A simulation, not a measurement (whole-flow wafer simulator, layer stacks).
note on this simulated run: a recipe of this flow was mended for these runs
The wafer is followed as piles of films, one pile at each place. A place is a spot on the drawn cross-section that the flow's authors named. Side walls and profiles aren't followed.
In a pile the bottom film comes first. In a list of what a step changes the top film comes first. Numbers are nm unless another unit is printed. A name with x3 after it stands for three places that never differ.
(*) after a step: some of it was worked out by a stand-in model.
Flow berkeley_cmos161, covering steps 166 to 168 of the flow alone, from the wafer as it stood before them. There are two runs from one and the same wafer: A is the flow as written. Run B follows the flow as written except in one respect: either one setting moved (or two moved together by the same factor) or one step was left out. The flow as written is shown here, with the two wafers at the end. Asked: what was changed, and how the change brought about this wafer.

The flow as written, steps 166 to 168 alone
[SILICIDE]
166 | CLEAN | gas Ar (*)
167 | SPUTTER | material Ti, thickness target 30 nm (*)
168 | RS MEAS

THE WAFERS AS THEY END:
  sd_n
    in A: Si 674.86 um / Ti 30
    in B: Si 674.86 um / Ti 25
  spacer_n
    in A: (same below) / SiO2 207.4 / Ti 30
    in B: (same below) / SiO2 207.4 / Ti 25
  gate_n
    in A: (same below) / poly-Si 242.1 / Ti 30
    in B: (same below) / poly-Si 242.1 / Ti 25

What caused this: step 167, SPUTTER: thickness target 25 nm was run, whereas the flow has thickness target 30 nm.
The wafer lets one read it off: sd_n has Ti 25, and step 167 as written asks for 30 nm.

Step by step, how the change led to this:
  167 | SPUTTER | material Ti, thickness target 30 nm (*)
      field, sd_n, spacer_n, gate_n, sd_p, spacer_p, gate_p, contact x2: A Ti gains 30 (new film) | B Ti gains 25 (new film)
